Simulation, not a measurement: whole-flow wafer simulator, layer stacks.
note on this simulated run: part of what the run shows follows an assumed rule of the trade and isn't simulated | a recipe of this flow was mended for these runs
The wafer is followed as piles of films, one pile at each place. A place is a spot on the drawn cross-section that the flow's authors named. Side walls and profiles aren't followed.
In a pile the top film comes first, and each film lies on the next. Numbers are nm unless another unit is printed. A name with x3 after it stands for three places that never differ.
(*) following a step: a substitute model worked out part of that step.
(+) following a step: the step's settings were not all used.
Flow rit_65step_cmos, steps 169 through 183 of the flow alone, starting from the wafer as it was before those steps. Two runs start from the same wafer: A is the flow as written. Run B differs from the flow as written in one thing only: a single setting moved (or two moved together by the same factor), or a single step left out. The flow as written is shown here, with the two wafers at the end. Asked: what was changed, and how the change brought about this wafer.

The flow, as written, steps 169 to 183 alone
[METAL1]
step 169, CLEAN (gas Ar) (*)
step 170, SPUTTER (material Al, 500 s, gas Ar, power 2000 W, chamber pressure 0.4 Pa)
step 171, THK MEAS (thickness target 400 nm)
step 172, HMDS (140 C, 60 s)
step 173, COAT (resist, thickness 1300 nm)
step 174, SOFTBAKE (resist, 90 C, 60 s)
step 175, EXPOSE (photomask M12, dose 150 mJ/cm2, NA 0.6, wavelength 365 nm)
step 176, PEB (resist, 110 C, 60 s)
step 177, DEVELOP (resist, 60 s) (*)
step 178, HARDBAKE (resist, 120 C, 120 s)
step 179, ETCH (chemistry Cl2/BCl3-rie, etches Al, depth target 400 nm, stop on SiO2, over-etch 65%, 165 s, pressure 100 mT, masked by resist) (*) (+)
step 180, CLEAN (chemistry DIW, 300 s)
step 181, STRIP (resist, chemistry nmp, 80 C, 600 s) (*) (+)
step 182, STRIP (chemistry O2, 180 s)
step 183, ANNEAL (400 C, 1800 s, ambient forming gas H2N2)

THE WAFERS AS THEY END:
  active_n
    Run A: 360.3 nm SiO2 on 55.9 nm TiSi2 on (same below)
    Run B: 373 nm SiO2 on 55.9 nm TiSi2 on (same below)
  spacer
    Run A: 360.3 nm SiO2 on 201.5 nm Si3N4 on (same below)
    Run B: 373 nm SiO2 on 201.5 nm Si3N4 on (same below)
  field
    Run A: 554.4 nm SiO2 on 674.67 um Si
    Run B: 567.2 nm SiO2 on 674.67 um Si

What caused this: step 170, SPUTTER: power 2510 W was run, whereas the flow has power 2000 W.

How this came from the change, step by step:
  step 170, SPUTTER (material Al, 500 s, gas Ar, power 2000 W, chamber pressure 0.4 Pa)
      field, field_pw, field_nw and 10 more: A +400 Al (new film) | B +502 Al (new film)
      contact: A +255.4 Al (new film) | B +313 Al (new film)
  step 173, COAT (resist, thickness 1300 nm)
      contact: A +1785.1 resist (new film) | B +1832 resist (new film)
  step 176, PEB (resist, 110 C, 60 s)
      contact: A -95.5 resist | B -98.2 resist
  step 178, HARDBAKE (resist, 120 C, 120 s)
      contact: A -62.1 resist | B -64 resist
  step 179, ETCH (chemistry Cl2/BCl3-rie, etches Al, depth target 400 nm, stop on SiO2, over-etch 65%, 165 s, pressure 100 mT, masked by resist) (*) (+)
      field, field_pw, field_nw and 9 more: A -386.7 Al (all of it), -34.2 SiO2 | B -488.7 Al (all of it), -21.4 SiO2
  step 181, STRIP (resist, chemistry nmp, 80 C, 600 s) (*) (+)
      contact: A -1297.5 resist (all of it) | B -1339.9 resist (all of it)
